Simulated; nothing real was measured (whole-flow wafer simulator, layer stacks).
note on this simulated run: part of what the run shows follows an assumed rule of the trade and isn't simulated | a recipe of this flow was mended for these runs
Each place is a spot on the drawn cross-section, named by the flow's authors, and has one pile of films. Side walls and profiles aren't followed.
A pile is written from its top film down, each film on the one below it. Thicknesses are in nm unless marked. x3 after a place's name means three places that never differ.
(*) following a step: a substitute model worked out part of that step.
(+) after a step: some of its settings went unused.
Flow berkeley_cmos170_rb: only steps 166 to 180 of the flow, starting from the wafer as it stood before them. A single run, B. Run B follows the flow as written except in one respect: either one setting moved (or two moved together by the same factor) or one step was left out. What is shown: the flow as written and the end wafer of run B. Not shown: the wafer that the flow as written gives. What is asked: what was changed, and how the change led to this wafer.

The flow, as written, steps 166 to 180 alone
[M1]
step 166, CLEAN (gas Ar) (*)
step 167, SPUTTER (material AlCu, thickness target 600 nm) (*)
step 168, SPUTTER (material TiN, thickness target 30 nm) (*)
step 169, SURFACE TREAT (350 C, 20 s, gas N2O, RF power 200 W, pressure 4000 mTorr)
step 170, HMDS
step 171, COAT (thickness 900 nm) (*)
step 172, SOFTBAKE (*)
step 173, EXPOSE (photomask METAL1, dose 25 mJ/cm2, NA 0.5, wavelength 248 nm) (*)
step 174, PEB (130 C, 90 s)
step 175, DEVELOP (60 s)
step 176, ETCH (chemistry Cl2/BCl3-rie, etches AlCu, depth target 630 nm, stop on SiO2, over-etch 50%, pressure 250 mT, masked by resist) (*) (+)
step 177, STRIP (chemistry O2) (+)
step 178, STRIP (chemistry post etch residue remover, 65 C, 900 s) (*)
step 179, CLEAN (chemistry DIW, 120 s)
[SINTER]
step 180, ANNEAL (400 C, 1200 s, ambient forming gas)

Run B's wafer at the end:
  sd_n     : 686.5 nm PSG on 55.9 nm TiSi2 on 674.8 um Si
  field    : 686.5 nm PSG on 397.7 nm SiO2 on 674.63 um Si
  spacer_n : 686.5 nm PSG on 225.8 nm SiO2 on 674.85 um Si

What caused this: step 167, SPUTTER: thickness target 915 nm was run, while the flow as written has thickness target 600 nm.

The path from the change to this, step by step:
  step 167, SPUTTER (material AlCu, thickness target 600 nm) (*)
      field, sd_n, spacer_n, gate, spacer_p, gate_p, m1: AlCu gains 915 (new film) (it would be, as written: AlCu gains 600 (new film))
      sd_p: AlCu gains 855.2 (new film) (it would be, as written: AlCu gains 549.6 (new film))
      (also at 1 further place)
  step 168, SPUTTER (material TiN, thickness target 30 nm) (*)
      contact: TiN gains 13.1 (new film) (it would be, as written: TiN gains 16.3 (new film))
  step 171, COAT (thickness 900 nm) (*)
      contact: KrF-resist gains 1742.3 (new film) (it would be, as written: KrF-resist gains 1612.7 (new film))
  step 176, ETCH (chemistry Cl2/BCl3-rie, etches AlCu, depth target 630 nm, stop on SiO2, over-etch 50%, pressure 250 mT, masked by resist) (*) (+)
      field, sd_n, spacer_n, gate, spacer_p, gate_p: TiN loses 30 (all of it), AlCu loses 915 (all of it), PSG loses 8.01 (it would be, as written: TiN loses 30 (all of it), AlCu loses 600 (all of it), PSG loses 39.4)
      sd_p: TiN loses 25.7 (all of it), AlCu loses 855.2 (all of it), PSG loses 8.01 (it would be, as written: TiN loses 25.8 (all of it), AlCu loses 549.6 (all of it), PSG loses 46.2)
  step 177, STRIP (chemistry O2) (+)
      contact: KrF-resist loses 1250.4 (all of it) (it would be, as written: KrF-resist loses 1121.3 (all of it))
